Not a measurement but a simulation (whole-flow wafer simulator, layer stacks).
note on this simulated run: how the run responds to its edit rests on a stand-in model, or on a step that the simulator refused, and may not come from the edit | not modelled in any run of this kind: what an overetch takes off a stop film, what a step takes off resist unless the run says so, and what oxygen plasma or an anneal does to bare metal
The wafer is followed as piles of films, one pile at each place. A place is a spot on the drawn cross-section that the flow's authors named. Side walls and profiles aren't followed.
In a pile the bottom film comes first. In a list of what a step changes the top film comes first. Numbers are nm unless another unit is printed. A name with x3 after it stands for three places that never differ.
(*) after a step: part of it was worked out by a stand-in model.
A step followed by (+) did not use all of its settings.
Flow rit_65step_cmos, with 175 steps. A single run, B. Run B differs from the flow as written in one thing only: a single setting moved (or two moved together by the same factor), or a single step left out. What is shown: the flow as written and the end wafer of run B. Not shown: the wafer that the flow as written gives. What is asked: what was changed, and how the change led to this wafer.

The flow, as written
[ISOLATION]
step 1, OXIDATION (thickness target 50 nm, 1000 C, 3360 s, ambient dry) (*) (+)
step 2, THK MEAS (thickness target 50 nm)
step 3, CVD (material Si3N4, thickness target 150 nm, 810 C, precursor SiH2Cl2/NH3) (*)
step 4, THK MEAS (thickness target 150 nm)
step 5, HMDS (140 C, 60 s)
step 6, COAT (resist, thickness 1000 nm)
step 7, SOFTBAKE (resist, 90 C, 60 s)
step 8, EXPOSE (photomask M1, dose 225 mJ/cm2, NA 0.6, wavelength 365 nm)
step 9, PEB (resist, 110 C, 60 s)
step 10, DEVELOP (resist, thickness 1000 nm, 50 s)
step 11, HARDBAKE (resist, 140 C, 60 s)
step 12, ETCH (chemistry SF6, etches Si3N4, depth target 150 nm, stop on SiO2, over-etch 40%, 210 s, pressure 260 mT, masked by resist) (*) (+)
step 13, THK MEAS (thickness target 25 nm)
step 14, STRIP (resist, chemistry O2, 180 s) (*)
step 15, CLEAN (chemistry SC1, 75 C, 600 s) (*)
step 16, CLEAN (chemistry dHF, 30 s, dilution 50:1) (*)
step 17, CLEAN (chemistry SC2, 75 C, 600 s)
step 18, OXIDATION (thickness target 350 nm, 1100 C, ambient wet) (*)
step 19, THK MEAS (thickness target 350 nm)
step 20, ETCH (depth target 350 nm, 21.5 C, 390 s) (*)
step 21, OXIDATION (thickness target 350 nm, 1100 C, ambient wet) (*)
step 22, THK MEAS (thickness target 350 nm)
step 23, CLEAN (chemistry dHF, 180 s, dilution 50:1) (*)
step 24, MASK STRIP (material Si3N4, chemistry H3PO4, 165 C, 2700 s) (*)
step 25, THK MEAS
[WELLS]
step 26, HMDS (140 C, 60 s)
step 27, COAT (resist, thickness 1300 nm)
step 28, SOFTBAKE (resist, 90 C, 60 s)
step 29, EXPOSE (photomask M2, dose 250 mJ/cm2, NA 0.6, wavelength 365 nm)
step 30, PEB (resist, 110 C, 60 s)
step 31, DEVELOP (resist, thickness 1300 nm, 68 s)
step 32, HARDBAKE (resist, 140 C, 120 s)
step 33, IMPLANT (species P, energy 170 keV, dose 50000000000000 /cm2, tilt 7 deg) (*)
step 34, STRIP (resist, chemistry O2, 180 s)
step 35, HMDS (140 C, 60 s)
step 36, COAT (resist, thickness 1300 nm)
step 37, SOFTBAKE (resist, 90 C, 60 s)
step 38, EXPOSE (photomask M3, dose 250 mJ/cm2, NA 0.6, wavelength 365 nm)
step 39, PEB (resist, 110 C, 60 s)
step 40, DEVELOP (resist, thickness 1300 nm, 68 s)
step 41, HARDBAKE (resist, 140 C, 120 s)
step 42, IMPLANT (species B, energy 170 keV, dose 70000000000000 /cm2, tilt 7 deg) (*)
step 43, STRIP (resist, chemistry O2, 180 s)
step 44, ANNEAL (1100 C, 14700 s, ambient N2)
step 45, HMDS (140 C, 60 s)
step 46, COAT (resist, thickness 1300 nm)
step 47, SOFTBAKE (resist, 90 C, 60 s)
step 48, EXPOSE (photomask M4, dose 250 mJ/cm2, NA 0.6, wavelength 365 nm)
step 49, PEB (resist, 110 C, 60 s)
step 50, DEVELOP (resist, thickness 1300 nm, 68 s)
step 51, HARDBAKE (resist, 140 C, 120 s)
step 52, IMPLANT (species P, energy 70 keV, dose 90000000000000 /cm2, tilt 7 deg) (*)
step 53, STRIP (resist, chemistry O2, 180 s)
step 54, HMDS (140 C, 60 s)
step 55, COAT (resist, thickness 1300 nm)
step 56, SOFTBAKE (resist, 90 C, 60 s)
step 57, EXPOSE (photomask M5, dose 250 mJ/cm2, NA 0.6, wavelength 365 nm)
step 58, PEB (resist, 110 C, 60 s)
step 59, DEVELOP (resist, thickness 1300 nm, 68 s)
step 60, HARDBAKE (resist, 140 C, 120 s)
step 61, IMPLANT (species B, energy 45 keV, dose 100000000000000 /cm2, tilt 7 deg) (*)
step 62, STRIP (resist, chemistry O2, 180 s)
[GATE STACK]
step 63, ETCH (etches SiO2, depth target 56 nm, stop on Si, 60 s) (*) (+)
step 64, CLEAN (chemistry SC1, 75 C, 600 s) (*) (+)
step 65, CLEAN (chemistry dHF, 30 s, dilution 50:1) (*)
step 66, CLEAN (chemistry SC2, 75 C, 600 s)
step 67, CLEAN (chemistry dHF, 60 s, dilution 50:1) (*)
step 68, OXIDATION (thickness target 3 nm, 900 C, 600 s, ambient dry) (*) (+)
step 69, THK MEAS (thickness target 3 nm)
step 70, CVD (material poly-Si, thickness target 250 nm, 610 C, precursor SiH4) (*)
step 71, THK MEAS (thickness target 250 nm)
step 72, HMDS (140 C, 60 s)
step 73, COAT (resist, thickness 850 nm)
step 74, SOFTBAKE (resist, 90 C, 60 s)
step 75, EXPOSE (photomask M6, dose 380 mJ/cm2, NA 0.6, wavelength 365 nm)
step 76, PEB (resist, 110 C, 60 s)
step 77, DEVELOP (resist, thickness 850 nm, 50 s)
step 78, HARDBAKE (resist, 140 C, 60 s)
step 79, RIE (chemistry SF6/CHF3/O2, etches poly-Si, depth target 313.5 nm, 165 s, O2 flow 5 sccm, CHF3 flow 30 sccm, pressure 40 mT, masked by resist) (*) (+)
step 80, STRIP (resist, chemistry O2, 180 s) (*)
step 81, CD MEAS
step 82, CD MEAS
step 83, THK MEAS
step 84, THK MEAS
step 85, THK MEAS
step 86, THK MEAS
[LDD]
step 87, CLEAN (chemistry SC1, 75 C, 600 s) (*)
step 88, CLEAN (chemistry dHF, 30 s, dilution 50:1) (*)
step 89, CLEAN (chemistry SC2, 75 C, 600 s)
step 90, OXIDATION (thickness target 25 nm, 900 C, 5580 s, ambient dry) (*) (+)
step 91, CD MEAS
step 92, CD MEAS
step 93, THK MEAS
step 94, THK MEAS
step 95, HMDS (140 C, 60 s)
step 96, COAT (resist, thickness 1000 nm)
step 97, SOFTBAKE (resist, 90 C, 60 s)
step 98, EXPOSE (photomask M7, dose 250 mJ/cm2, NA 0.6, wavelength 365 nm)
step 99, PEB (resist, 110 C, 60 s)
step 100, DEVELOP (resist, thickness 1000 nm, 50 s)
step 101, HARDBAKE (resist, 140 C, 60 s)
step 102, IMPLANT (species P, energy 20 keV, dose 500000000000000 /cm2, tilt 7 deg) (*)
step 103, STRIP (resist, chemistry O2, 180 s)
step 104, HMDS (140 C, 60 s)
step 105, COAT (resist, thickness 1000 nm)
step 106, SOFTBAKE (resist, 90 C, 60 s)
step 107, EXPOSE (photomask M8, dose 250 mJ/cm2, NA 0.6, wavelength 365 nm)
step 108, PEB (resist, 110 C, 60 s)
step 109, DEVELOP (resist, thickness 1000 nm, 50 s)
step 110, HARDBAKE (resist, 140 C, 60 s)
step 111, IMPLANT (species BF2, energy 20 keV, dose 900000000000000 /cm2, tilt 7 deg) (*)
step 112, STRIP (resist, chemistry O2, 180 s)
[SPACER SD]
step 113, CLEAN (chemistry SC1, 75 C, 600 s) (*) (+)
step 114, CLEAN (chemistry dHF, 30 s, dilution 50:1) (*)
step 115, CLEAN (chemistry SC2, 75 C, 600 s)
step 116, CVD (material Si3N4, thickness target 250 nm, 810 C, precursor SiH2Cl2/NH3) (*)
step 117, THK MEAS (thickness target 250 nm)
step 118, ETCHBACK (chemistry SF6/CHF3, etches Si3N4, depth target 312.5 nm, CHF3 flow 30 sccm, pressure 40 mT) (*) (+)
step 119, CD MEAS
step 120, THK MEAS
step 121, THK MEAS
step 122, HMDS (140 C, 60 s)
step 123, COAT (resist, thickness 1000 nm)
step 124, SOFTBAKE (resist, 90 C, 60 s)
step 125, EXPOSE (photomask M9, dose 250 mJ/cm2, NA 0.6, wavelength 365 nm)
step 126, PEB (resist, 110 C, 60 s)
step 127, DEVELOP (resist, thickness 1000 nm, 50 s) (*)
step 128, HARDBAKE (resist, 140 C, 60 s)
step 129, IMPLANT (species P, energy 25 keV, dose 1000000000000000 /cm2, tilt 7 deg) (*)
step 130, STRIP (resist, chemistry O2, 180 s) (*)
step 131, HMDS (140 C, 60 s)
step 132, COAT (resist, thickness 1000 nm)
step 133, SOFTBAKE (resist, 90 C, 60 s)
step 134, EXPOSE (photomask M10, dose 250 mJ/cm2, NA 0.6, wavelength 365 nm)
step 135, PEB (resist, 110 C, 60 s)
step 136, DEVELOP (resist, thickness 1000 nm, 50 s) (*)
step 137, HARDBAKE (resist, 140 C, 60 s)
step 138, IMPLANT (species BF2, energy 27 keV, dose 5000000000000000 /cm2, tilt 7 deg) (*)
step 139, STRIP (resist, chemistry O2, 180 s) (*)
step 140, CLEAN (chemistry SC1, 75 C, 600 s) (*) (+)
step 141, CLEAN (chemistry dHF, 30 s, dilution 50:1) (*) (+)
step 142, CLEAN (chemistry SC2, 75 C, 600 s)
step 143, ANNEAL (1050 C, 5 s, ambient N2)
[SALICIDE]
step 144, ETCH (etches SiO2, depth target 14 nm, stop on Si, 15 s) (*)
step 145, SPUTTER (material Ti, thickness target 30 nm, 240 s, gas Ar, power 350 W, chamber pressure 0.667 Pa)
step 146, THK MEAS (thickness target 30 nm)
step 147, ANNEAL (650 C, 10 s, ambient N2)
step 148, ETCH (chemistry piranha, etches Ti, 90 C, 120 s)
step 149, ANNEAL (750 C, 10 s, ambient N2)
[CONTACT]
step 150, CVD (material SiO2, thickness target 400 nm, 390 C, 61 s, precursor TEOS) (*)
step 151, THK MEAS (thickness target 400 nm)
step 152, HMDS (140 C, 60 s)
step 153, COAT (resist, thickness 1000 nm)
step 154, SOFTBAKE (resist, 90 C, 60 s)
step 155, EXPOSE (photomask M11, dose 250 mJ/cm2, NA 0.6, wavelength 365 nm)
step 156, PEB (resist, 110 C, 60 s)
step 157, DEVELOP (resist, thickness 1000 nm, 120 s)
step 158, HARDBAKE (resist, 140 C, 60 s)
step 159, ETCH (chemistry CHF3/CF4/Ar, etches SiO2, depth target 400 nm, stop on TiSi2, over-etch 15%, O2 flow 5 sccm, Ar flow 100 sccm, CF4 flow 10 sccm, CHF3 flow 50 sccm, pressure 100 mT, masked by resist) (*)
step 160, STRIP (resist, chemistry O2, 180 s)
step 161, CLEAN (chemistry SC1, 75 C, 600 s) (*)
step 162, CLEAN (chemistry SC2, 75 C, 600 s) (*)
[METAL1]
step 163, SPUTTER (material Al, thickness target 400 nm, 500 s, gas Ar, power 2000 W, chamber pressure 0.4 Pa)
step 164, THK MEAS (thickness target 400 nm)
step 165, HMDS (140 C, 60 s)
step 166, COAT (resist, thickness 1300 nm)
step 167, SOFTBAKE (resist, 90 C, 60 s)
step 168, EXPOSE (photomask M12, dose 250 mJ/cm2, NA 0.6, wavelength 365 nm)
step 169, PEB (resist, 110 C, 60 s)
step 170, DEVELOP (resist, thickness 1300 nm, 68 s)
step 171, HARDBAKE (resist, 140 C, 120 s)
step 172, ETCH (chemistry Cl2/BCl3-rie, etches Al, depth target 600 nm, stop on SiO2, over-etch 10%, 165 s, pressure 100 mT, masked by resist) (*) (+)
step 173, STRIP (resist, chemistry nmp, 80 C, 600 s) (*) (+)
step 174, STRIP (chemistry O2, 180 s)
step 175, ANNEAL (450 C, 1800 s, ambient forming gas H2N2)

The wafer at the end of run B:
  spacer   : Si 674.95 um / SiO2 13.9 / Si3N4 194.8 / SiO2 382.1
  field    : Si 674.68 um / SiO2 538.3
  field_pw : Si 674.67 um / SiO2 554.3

What caused this: step 163, SPUTTER: power 2748 W was run, though the flow has power 2000 W.

How this came from the change, step by step:
  step 163, SPUTTER (material Al, thickness target 400 nm, 500 s, gas Ar, power 2000 W, chamber pressure 0.4 Pa)
      field, field_pw, field_p, spacer, spacer_p: Al gains 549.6 (new film) (in the flow as written it would be: Al gains 400 (new film))
      gate_n, gate_p: Al gains 523.8 (new film) (in the flow as written it would be: Al gains 396 (new film))
      (and at 1 other place as well)
  step 166, COAT (resist, thickness 1300 nm)
      gate_n: resist gains 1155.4 (new film) (in the flow as written it would be: resist gains 1131.7 (new film))
      gate_p: resist gains 1158.9 (new film) (in the flow as written it would be: resist gains 1135.6 (new film))
  step 169, PEB (resist, 110 C, 60 s)
      gate_n: resist loses 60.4 (in the flow as written it would be: resist loses 59.1)
      gate_p: resist loses 60.6 (in the flow as written it would be: resist loses 59.3)
  step 170, DEVELOP (resist, thickness 1300 nm, 68 s)
      gate_n: resist loses 1095 (all of it) (in the flow as written it would be: resist loses 1072.6 (all of it))
      gate_p: resist loses 1098.3 (all of it) (in the flow as written it would be: resist loses 1076.3 (all of it))
  step 172, ETCH (chemistry Cl2/BCl3-rie, etches Al, depth target 600 nm, stop on SiO2, over-etch 10%, 165 s, pressure 100 mT, masked by resist) (*) (+)
      field, field_pw, field_p, spacer, spacer_p: Al loses 549.6 (all of it), SiO2 loses 13.8 (in the flow as written it would be: Al loses 400 (all of it), SiO2 loses 32.5)
      gate_n, gate_p: Al loses 523.8 (all of it), SiO2 loses 17 (in the flow as written it would be: Al loses 396 (all of it), SiO2 loses 33)
      (and at 1 other place as well)
